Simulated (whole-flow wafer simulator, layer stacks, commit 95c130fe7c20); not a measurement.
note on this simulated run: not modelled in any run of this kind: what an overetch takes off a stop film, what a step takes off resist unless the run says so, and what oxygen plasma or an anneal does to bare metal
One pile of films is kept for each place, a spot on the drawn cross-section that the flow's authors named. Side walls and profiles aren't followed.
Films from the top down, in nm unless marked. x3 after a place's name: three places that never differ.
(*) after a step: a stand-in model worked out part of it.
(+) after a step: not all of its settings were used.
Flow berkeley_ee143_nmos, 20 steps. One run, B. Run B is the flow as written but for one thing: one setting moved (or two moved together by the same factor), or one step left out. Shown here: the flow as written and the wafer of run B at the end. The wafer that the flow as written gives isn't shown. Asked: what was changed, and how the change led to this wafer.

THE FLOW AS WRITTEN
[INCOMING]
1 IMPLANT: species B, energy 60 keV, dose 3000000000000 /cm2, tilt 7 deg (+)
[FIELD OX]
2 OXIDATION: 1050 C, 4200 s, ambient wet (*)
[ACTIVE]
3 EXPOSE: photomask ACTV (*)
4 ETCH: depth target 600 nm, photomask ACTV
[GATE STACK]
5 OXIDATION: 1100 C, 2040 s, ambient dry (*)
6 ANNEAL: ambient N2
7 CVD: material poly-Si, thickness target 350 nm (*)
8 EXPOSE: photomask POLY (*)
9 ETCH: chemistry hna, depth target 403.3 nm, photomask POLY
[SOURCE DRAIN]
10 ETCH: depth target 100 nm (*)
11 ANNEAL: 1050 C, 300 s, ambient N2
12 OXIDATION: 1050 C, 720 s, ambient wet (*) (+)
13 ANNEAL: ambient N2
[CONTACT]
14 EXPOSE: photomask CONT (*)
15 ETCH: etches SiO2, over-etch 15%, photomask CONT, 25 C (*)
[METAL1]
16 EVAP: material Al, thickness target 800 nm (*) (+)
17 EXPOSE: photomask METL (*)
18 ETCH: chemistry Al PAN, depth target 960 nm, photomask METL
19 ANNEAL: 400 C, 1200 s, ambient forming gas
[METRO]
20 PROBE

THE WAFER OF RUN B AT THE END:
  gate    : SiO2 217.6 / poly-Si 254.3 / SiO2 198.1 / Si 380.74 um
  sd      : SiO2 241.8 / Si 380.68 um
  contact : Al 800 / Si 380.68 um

The cause: step 4, ETCH: depth target 397 nm was run, where the flow has depth target 600 nm.

How the change led to this, step by step:
  4 ETCH: depth target 600 nm, photomask ACTV
      gate, sd, contact: SiO2 -397 (as written it would be: SiO2 -566.4 (all of it))
  5 OXIDATION: 1100 C, 2040 s, ambient dry (*)
      gate, sd, contact: SiO2 +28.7, Si -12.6 (as written it would be: SiO2 +79.7 (new film), Si -35.1)
  10 ETCH: depth target 100 nm (*)
      sd, contact: SiO2 -100 (as written it would be: SiO2 -79.7 (all of it))
  12 OXIDATION: 1050 C, 720 s, ambient wet (*) (+)
      sd, contact: SiO2 +143.7, Si -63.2 (as written it would be: SiO2 +189.4 (new film), Si -83.4)
  15 ETCH: etches SiO2, over-etch 15%, photomask CONT, 25 C (*)
      contact: SiO2 -241.8 (all of it) (as written it would be: SiO2 -189.4 (all of it))
